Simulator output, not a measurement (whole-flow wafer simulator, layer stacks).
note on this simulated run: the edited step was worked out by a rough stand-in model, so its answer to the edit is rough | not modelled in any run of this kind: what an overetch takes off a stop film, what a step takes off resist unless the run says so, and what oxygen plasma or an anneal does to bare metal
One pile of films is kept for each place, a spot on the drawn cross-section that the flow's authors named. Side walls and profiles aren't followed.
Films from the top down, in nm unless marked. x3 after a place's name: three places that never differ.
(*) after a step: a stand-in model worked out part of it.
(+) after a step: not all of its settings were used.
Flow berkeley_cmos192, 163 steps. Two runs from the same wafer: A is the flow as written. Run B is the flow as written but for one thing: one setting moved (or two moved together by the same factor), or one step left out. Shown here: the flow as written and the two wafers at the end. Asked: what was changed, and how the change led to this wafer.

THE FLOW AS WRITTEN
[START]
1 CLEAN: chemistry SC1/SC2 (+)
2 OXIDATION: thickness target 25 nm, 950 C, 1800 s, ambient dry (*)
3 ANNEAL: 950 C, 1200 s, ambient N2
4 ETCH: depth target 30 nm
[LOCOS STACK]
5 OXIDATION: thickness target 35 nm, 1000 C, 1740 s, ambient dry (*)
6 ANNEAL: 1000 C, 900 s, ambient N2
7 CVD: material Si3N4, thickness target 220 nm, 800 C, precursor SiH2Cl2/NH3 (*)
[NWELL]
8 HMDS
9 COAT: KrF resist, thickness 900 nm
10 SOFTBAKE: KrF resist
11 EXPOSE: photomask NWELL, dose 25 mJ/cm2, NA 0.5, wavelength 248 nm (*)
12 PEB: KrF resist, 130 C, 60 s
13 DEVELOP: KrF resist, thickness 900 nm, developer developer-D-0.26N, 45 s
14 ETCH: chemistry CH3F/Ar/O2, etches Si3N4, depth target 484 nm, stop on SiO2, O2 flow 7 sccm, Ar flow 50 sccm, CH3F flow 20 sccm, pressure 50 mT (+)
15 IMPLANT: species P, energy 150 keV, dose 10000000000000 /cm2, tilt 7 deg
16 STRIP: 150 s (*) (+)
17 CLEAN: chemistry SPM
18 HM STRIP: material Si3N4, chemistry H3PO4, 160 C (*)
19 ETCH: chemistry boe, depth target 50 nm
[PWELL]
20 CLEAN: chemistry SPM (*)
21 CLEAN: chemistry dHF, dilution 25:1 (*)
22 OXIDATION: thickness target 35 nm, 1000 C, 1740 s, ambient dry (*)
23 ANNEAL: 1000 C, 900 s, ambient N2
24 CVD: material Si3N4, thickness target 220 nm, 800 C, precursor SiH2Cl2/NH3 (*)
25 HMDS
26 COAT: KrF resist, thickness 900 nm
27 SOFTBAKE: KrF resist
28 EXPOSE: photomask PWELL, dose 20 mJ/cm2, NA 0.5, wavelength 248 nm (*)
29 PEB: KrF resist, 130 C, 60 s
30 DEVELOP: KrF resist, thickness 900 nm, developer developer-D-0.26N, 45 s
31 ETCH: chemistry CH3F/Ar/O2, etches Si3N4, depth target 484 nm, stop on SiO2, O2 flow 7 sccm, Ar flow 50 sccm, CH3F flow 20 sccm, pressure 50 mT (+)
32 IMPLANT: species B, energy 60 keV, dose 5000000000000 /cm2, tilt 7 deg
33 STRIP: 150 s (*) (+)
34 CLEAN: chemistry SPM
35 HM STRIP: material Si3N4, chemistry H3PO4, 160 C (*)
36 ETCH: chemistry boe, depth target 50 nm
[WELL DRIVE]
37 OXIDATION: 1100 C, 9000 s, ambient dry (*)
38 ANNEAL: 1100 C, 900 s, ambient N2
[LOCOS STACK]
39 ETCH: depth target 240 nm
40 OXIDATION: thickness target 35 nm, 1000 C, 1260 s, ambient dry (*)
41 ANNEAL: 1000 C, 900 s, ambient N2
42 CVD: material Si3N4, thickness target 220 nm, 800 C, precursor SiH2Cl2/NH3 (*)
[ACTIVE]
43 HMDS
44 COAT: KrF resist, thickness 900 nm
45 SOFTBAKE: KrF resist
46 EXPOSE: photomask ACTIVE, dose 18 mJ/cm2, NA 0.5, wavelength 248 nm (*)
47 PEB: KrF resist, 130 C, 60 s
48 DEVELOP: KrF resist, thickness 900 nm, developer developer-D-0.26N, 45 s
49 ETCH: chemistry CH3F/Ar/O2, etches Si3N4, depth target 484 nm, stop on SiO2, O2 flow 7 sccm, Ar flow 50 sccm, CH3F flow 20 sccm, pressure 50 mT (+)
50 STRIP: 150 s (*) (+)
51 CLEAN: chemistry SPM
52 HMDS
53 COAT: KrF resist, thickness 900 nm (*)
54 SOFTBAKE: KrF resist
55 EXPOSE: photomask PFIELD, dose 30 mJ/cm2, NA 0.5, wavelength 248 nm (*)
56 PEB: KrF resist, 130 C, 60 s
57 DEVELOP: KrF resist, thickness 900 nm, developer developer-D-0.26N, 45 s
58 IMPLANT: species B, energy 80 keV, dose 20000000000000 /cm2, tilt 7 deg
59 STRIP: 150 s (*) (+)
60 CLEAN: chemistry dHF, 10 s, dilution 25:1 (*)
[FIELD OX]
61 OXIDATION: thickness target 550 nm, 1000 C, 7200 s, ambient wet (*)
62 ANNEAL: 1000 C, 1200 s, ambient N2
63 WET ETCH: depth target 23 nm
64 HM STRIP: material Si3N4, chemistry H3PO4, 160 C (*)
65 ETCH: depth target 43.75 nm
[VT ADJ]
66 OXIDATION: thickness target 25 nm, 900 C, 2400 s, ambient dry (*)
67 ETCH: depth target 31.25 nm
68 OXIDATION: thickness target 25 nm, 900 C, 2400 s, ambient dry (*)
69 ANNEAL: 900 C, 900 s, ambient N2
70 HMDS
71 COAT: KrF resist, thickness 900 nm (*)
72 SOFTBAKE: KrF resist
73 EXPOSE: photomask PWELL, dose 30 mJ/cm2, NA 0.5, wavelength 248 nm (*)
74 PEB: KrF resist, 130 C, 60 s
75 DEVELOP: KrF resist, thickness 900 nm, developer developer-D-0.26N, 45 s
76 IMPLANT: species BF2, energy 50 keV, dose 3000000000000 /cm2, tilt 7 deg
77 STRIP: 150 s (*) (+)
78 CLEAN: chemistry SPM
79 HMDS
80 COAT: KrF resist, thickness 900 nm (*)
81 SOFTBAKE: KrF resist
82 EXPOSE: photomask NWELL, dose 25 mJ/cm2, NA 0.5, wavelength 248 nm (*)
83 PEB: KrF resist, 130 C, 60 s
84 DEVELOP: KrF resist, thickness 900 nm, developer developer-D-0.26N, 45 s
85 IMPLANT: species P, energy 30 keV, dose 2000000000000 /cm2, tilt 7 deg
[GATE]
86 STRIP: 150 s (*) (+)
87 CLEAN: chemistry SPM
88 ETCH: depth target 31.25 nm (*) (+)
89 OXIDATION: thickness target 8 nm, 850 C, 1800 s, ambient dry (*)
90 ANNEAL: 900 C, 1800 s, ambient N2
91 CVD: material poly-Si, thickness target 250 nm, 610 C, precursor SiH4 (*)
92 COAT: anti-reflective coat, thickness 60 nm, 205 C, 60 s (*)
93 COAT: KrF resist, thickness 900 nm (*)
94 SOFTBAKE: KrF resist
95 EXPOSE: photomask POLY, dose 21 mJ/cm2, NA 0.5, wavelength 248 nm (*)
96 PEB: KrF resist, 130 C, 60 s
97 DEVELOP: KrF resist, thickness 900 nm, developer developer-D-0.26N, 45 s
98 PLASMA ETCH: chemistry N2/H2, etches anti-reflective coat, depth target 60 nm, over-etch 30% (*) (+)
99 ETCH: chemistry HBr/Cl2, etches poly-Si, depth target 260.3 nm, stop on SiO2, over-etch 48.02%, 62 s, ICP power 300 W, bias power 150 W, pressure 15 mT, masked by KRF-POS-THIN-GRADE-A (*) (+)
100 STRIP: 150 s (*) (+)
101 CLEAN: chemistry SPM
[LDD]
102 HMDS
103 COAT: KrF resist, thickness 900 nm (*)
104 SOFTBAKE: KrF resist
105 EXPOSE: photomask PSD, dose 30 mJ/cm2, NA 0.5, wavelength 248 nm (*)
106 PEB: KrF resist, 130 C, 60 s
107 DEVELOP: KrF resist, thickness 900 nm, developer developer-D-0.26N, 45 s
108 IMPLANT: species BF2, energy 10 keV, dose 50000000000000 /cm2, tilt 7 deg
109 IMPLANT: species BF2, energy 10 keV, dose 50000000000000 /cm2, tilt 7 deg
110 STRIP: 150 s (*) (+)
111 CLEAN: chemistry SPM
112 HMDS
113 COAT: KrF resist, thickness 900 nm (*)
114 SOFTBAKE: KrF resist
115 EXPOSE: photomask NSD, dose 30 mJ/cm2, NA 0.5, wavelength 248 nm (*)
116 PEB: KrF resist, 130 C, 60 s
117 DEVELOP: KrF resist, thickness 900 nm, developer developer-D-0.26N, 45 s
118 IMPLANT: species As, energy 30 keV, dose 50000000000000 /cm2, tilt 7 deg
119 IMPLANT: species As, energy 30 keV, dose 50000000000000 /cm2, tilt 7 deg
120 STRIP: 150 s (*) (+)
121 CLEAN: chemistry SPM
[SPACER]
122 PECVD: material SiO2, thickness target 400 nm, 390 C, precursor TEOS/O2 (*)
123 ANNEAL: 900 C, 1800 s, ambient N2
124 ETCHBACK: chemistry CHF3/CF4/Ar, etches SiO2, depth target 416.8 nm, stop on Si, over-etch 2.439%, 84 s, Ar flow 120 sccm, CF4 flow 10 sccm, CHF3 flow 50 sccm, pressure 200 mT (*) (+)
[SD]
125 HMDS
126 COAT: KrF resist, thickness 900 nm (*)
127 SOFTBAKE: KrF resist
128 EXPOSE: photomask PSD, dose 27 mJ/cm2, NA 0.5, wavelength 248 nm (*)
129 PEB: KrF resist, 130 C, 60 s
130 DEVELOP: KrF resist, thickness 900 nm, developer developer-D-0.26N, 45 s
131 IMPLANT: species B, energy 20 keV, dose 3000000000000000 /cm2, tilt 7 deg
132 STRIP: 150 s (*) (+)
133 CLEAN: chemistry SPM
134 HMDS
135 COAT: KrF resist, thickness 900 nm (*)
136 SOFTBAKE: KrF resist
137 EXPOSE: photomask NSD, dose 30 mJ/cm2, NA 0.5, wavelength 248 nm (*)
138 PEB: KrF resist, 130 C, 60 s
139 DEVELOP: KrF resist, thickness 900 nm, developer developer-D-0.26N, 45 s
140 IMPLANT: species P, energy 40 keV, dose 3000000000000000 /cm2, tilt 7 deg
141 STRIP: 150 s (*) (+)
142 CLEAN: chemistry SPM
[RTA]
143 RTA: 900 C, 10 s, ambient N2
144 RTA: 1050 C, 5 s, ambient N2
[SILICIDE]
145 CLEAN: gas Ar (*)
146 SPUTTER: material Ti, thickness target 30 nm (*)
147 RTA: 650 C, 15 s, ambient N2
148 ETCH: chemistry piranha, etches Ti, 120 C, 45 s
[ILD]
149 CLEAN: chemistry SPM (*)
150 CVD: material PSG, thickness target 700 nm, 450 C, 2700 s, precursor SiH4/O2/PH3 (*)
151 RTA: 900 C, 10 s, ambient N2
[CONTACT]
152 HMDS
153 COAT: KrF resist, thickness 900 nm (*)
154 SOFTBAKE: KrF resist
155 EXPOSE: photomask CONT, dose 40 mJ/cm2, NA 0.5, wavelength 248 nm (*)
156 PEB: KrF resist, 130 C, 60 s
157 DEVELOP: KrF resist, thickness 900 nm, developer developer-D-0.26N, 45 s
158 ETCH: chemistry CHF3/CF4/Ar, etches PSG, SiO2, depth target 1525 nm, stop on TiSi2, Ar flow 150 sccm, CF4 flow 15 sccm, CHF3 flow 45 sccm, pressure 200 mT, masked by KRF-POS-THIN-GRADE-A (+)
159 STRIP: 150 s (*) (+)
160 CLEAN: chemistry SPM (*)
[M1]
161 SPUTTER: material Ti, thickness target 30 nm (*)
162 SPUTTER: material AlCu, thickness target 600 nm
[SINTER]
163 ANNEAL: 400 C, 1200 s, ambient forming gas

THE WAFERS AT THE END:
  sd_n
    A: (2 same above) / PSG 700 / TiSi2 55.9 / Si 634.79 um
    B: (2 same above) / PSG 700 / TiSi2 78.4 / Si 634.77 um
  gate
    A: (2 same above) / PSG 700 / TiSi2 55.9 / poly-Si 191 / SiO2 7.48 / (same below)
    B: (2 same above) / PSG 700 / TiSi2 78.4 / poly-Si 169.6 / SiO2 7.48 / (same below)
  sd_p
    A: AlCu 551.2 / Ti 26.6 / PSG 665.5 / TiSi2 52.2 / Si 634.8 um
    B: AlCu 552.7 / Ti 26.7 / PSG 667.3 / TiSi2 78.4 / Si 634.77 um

The cause: step 146, SPUTTER: thickness target 45 nm was run, where the flow has thickness target 30 nm.

How the change led to this, step by step:
  146 SPUTTER: material Ti, thickness target 30 nm (*)
      field, sd_n, spacer_n, gate, spacer_p, gate_p, contact, m1: A Ti +30 (new film) | B Ti +45 (new film)
      sd_p: A Ti +28 (new film) | B Ti +42.1 (new film)
  147 RTA: 650 C, 15 s, ambient N2
      sd_n, contact, m1: A Ti -23.4, TiSi first +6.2 (new film), TiSi2 C49 +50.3 (new film), Si -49 | B Ti -32.8, TiSi first +33.4 (new film), TiSi2 C49 +33.6 (new film), Si -52.2
      gate, gate_p: A Ti -23.4, TiSi first +6.2 (new film), TiSi2 C49 +50.3 (new film), poly-Si -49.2 | B Ti -32.8, TiSi first +33.4 (new film), TiSi2 C49 +33.6 (new film), poly-Si -52.4
      (and at 1 more place)
  148 ETCH: chemistry piranha, etches Ti, 120 C, 45 s
      sd_n, gate, gate_p, contact, m1: A Ti -6.6 (all of it), TiSi first -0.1 | B Ti -12.2 (all of it), TiSi first -0.1
      field, spacer_n, spacer_p: A Ti -30 (all of it) | B Ti -45 (all of it)
      (and at 1 more place)
  151 RTA: 900 C, 10 s, ambient N2
      sd_n, contact, m1: A under 1 film: TiSi2 +55.9 (new film), TiSi first -6.09 (all of it), TiSi2 C49 -50.3 (all of it), Si -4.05 | B under 1 film: TiSi2 +78.4 (new film), TiSi first -33.3 (all of it), TiSi2 C49 -33.6 (all of it), Si -22.1
      gate, gate_p: A under 1 film: TiSi2 +55.9 (new film), TiSi first -6.09 (all of it), TiSi2 C49 -50.3 (all of it), poly-Si -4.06 | B under 1 film: TiSi2 +78.4 (new film), TiSi first -33.3 (all of it), TiSi2 C49 -33.6 (all of it), poly-Si -22.2
      (and at 1 more place)
